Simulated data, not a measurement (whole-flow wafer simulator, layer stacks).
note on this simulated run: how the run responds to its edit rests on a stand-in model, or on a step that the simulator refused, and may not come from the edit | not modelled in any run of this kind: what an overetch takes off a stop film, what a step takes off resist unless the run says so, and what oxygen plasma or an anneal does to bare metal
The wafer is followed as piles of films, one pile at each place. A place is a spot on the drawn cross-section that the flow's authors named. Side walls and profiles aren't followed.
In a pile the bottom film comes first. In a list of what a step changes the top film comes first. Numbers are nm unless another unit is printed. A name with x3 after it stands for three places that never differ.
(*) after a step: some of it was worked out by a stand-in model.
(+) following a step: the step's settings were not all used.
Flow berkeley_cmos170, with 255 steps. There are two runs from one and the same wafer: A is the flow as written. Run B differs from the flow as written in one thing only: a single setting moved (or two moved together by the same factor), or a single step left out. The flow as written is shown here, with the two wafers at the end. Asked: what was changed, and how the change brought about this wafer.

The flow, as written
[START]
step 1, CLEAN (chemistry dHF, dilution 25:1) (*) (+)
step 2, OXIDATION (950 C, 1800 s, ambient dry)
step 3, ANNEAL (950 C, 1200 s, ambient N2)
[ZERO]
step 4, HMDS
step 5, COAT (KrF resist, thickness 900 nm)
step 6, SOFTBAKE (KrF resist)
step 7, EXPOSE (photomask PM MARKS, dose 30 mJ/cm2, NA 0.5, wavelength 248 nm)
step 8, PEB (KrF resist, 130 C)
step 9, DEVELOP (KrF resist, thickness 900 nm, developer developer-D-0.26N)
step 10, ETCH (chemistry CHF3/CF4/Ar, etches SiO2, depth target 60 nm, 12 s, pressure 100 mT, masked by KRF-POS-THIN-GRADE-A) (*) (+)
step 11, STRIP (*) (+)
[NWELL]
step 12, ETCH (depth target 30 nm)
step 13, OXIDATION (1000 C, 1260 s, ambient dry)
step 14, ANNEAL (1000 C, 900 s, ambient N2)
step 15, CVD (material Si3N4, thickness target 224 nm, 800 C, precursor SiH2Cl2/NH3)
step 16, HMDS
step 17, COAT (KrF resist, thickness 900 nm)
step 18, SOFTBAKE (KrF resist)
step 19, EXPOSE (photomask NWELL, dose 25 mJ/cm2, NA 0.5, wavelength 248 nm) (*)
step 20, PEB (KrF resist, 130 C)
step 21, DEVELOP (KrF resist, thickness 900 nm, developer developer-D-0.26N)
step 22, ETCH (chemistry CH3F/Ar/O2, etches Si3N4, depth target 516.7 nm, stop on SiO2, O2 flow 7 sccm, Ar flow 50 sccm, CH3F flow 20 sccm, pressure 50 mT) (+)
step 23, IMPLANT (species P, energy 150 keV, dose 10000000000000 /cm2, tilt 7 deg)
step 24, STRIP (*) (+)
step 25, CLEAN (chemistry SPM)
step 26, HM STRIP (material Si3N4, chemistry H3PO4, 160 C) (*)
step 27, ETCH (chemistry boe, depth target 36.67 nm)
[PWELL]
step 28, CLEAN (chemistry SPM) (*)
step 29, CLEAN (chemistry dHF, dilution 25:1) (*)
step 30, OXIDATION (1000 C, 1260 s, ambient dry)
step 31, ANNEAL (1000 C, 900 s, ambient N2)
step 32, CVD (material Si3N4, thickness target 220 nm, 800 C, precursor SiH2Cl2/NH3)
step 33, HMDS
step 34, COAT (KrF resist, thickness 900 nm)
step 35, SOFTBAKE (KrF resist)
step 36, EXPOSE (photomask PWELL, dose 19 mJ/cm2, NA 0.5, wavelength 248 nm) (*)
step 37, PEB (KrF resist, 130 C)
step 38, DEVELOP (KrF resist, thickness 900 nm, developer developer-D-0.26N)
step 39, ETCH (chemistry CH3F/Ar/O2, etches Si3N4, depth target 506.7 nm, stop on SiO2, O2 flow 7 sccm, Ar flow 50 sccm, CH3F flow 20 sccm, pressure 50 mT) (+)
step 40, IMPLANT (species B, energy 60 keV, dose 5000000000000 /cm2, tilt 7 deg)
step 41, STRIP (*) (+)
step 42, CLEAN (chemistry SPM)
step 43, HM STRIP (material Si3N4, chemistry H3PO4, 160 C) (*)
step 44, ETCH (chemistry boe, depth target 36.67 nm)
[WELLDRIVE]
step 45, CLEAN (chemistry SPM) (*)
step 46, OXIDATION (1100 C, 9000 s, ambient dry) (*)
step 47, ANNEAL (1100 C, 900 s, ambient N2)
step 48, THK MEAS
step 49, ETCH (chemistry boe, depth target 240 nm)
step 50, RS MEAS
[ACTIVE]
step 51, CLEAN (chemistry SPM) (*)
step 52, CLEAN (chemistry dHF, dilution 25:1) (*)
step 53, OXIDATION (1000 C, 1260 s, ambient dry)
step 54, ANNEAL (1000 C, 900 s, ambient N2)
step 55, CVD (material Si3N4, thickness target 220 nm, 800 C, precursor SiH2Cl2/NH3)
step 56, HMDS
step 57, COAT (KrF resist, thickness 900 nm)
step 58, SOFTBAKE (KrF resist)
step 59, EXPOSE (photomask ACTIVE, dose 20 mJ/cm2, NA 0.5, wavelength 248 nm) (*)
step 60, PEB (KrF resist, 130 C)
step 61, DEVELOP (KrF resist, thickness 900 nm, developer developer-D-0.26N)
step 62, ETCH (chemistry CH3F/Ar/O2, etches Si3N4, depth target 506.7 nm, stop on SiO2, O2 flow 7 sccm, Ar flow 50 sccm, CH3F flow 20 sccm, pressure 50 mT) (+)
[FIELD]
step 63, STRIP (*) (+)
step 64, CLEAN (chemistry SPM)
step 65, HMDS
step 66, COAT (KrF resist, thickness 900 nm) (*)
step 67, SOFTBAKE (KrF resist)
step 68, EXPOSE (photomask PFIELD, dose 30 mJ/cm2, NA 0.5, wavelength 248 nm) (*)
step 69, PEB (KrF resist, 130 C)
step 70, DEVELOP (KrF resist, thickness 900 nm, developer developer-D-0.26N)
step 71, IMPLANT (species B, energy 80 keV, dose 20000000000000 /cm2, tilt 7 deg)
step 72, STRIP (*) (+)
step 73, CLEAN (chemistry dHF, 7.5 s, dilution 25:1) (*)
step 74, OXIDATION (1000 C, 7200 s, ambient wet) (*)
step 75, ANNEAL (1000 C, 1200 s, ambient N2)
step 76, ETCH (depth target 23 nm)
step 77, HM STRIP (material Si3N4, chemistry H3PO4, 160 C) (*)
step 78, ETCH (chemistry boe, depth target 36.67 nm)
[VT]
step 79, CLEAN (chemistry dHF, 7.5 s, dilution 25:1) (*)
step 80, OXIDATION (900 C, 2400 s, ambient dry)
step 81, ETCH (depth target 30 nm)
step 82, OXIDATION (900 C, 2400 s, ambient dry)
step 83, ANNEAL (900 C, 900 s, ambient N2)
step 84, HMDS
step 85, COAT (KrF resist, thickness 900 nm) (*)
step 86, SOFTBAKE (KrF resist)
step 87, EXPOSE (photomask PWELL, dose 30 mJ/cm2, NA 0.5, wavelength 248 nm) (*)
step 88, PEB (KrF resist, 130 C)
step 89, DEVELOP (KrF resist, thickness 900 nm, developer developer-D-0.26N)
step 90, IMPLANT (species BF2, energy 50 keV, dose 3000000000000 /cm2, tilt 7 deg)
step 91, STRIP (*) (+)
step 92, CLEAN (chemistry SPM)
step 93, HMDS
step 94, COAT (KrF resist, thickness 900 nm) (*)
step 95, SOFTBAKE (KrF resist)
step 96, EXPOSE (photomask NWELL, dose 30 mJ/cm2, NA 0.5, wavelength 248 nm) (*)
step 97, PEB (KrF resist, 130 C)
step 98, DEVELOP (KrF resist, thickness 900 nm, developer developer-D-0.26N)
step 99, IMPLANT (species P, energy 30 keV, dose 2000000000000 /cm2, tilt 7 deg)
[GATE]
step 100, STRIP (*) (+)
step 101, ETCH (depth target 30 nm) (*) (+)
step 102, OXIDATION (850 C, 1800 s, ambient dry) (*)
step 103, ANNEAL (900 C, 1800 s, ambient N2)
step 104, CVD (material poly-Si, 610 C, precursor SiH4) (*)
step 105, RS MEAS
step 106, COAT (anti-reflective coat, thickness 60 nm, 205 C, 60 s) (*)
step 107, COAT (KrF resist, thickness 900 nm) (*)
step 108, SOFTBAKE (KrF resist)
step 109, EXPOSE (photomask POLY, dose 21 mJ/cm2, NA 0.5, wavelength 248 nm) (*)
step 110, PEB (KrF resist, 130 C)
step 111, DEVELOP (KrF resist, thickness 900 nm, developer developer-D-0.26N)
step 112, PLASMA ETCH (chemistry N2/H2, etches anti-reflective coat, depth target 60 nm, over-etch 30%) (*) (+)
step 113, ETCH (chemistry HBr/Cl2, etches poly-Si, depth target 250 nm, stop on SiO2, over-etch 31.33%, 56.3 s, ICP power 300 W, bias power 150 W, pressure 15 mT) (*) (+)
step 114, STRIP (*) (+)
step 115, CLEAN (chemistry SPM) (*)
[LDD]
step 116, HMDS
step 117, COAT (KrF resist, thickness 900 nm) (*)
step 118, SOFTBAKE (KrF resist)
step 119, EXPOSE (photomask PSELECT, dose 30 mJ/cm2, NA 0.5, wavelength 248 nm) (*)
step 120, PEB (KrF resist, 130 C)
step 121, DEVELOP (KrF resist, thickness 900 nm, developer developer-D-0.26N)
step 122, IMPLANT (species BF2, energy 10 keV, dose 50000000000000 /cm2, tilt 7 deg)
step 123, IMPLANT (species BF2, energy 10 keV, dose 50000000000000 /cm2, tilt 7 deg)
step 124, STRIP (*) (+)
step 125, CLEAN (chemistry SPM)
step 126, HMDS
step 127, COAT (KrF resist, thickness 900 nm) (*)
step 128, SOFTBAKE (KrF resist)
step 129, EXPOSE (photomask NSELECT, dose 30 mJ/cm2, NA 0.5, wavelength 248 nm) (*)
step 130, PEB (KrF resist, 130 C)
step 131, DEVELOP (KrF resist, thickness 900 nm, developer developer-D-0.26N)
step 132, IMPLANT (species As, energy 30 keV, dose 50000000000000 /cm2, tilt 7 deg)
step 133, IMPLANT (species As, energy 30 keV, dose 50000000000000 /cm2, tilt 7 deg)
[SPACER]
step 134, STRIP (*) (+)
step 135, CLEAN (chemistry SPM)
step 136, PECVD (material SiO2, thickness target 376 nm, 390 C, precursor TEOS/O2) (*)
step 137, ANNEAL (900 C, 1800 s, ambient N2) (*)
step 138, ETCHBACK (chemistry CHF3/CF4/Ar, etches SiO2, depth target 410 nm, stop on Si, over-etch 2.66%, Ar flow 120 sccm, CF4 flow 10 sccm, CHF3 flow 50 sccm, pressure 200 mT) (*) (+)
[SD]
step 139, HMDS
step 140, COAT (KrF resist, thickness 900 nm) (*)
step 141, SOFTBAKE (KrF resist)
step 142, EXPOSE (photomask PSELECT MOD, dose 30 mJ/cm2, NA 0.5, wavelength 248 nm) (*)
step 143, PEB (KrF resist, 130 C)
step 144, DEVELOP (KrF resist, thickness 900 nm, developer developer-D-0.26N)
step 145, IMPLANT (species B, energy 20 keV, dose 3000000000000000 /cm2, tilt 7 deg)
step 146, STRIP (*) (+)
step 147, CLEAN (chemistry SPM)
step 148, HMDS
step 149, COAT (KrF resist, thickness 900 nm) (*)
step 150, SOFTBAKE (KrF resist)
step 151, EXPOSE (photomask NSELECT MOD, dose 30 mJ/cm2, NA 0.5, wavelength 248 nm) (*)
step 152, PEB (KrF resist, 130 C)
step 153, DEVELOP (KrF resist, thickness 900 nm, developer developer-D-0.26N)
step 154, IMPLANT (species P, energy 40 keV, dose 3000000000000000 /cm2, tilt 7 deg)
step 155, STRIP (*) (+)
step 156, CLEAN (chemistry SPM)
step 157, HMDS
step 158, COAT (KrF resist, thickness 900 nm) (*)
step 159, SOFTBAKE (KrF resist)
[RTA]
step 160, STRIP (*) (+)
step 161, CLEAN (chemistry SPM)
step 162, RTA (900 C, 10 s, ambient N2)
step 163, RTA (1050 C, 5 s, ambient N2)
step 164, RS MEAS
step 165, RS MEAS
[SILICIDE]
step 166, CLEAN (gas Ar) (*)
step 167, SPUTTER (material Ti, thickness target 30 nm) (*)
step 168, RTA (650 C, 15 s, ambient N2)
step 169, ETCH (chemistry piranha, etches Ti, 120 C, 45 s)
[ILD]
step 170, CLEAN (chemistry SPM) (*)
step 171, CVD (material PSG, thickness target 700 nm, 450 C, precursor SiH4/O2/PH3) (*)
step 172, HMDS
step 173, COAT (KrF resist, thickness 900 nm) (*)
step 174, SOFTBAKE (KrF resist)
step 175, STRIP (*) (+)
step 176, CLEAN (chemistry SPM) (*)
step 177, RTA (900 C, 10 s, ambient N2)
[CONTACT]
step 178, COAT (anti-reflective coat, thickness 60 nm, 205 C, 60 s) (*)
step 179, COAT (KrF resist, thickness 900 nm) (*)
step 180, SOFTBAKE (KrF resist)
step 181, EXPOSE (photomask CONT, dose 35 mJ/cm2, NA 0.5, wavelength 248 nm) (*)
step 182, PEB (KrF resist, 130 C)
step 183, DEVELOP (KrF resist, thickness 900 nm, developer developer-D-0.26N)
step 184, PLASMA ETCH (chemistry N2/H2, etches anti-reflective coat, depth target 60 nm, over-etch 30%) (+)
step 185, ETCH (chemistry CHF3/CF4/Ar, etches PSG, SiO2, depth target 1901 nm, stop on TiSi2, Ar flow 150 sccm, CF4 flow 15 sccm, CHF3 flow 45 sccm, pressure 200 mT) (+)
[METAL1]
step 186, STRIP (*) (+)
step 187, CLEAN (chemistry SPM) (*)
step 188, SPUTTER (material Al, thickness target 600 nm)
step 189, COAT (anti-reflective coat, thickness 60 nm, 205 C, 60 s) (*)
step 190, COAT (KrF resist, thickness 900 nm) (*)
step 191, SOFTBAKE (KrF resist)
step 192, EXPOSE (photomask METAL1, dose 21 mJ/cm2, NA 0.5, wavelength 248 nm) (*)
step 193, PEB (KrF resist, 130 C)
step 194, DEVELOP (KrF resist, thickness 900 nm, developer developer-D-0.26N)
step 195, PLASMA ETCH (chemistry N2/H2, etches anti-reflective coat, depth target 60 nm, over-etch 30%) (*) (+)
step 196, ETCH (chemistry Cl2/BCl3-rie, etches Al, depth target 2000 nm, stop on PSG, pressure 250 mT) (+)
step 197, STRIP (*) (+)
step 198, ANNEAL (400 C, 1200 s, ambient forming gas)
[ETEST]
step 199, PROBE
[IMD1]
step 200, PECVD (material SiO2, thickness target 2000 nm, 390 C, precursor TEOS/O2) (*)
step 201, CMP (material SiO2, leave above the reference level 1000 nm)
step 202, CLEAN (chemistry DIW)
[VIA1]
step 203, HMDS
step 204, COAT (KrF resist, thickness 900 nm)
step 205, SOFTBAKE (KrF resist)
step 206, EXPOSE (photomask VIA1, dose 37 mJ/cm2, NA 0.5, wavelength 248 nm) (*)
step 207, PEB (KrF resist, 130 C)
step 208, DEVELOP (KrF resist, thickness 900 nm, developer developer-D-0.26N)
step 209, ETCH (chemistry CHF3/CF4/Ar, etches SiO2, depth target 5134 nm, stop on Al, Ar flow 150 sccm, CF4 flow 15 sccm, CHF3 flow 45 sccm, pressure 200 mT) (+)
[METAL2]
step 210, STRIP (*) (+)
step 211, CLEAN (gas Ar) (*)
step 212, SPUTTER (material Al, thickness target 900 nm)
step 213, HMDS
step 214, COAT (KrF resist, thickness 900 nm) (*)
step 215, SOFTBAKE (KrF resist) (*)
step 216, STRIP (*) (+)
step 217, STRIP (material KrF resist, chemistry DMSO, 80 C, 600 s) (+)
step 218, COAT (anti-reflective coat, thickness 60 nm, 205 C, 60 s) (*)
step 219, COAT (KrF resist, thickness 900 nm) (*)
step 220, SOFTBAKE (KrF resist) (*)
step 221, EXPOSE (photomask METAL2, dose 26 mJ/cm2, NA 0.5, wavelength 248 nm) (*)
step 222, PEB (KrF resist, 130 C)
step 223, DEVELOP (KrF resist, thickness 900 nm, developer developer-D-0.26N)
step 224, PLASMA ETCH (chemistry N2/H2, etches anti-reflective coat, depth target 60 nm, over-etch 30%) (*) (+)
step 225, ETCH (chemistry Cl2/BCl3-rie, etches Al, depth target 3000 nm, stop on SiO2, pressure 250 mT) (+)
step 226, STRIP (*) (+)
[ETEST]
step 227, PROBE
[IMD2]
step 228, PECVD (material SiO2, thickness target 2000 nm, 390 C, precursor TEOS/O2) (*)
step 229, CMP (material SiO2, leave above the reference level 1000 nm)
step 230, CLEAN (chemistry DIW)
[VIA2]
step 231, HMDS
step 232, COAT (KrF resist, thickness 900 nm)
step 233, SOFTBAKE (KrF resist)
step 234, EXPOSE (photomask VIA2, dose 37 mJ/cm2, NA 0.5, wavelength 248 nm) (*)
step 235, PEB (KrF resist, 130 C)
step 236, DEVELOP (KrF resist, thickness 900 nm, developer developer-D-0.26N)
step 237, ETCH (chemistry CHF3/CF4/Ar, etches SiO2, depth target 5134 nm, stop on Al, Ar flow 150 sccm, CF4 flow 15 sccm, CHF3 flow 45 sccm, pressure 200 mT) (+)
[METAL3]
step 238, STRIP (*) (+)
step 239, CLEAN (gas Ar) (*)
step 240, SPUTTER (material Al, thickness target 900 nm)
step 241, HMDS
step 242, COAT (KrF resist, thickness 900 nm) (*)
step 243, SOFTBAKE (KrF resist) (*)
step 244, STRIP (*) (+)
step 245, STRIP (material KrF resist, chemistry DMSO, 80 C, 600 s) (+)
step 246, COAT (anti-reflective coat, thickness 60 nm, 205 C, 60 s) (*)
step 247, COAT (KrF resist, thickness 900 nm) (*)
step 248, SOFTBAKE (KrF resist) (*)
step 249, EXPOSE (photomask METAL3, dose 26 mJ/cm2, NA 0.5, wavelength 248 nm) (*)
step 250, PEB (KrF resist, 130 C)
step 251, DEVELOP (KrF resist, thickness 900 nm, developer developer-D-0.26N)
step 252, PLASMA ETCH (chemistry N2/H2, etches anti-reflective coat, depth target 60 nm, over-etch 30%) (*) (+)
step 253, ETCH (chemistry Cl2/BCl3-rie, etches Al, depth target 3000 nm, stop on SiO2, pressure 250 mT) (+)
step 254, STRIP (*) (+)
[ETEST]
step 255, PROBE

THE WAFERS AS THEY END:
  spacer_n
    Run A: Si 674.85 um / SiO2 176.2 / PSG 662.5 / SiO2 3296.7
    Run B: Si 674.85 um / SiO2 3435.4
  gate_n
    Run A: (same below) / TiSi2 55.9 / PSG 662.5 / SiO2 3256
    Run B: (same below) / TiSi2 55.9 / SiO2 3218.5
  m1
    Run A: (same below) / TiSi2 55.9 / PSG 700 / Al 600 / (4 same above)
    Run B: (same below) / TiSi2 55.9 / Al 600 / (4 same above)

The reason: step 171, CVD: material PSG, thickness target 700 nm, 450 C, precursor SiH4/O2/PH3 (*), was skipped.

The path from the change to this, step by step:
  step 173, COAT (KrF resist, thickness 900 nm) (*)
      sd_n: A +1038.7 KrF resist (new film) | B +983.7 KrF resist (new film)
      spacer_n: A +873.2 KrF resist (new film) | B +820.7 KrF resist (new film)
      (and at 3 other places as well)
  step 175, STRIP (*) (+)
      sd_n: A -1038.7 KrF resist (all of it) | B -983.7 KrF resist (all of it)
      spacer_n: A -873.2 KrF resist (all of it) | B -820.7 KrF resist (all of it)
      (and at 3 other places as well)
  step 178, COAT (anti-reflective coat, thickness 60 nm, 205 C, 60 s) (*)
      field: A +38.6 anti-reflective coat (new film) | B +35.2 anti-reflective coat (new film)
      sd_n: A +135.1 anti-reflective coat (new film) | B +127.4 anti-reflective coat (new film)
      (and at 5 other places as well)
  step 179, COAT (KrF resist, thickness 900 nm) (*)
      gate_p: A +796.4 KrF resist (new film) | B +812.8 KrF resist (new film)
  step 184, PLASMA ETCH (chemistry N2/H2, etches anti-reflective coat, depth target 60 nm, over-etch 30%) (+)
      contact: A -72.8 anti-reflective coat (all of it), -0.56 PSG | B -67.1 anti-reflective coat (all of it)
      field, sd_n, spacer_n and 8 more: A -52.6 KrF resist | B -48.5 KrF resist
  step 185, ETCH (chemistry CHF3/CF4/Ar, etches PSG, SiO2, depth target 1901 nm, stop on TiSi2, Ar flow 150 sccm, CF4 flow 15 sccm, CHF3 flow 45 sccm, pressure 200 mT) (+)
      contact: A -699.4 PSG (all of it), -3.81 TiSi2 | B -33.4 TiSi2
      field, sd_n, spacer_n and 8 more: A -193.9 KrF resist | B -175 KrF resist
  step 186, STRIP (*) (+)
      field: A -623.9 KrF resist (all of it), -38.6 anti-reflective coat (all of it) | B -645.8 KrF resist (all of it), -35.2 anti-reflective coat (all of it)
      sd_n: A -643.8 KrF resist (all of it), -135.1 anti-reflective coat (all of it) | B -670.3 KrF resist (all of it), -127.4 anti-reflective coat (all of it)
      (and at 9 other places as well)
  step 188, SPUTTER (material Al, thickness target 600 nm)
      contact: A +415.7 Al (new film) | B +600 Al (new film)
  step 189, COAT (anti-reflective coat, thickness 60 nm, 205 C, 60 s) (*)
      field: A +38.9 anti-reflective coat (new film) | B +34.6 anti-reflective coat (new film)
      sd_n: A +17.7 anti-reflective coat (new film) | B +114.5 anti-reflective coat (new film)
      (and at 9 other places as well)
  step 190, COAT (KrF resist, thickness 900 nm) (*)
      field: A +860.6 KrF resist (new film) | B +882.3 KrF resist (new film)
      spacer_n: A +817.1 KrF resist (new film) | B +854.3 KrF resist (new film)
      (and at 2 other places as well)
  step 193, PEB (KrF resist, 130 C)
      contact: A -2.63 KrF resist | B -1.55 KrF resist
  step 194, DEVELOP (KrF resist, thickness 900 nm, developer developer-D-0.26N)
      field: A -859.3 KrF resist (all of it) | B -880.9 KrF resist (all of it)
      spacer_n: A -815.9 KrF resist (all of it) | B -852.9 KrF resist (all of it)
      (and at 1 other place as well)
  step 195, PLASMA ETCH (chemistry N2/H2, etches anti-reflective coat, depth target 60 nm, over-etch 30%) (*) (+)
      contact, m1, via1, m2, via2: A -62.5 KrF resist | B -82.7 KrF resist
      field: A -38.9 anti-reflective coat (all of it) | B -34.6 anti-reflective coat (all of it)
      (and at 6 other places as well)
  step 196, ETCH (chemistry Cl2/BCl3-rie, etches Al, depth target 2000 nm, stop on PSG, pressure 250 mT) (+)
      field, spacer_n, spacer_p: A -600 Al (all of it), -37.5 PSG | B -600 Al (all of it), -37.5 SiO2
      sd_n, gate_n, gate_p: A -600 Al (all of it), -37.5 PSG | B -600 Al (all of it)
      (and at 1 other place as well)
  step 197, STRIP (*) (+)
      contact: A -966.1 KrF resist (all of it), -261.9 anti-reflective coat (all of it) | B -414.4 KrF resist (all of it), -76.1 anti-reflective coat (all of it)
      m1: A -404.7 KrF resist (all of it), -63 anti-reflective coat (all of it) | B -394.2 KrF resist (all of it), -59.6 anti-reflective coat (all of it)
      (and at 2 other places as well)
  step 200, PECVD (material SiO2, thickness target 2000 nm, 390 C, precursor TEOS/O2) (*)
      field, spacer_n, spacer_p: A +2000 SiO2 (new film) | B +2000 SiO2
      contact: A +1949.3 SiO2 (new film) | B +2000 SiO2 (new film)
  step 201, CMP (material SiO2, leave above the reference level 1000 nm)
      gate_n, gate_p: A -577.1 SiO2 | B -614.6 SiO2
      sd_n: A -362.4 SiO2 | B -415.4 SiO2
      (and at 2 other places as well)
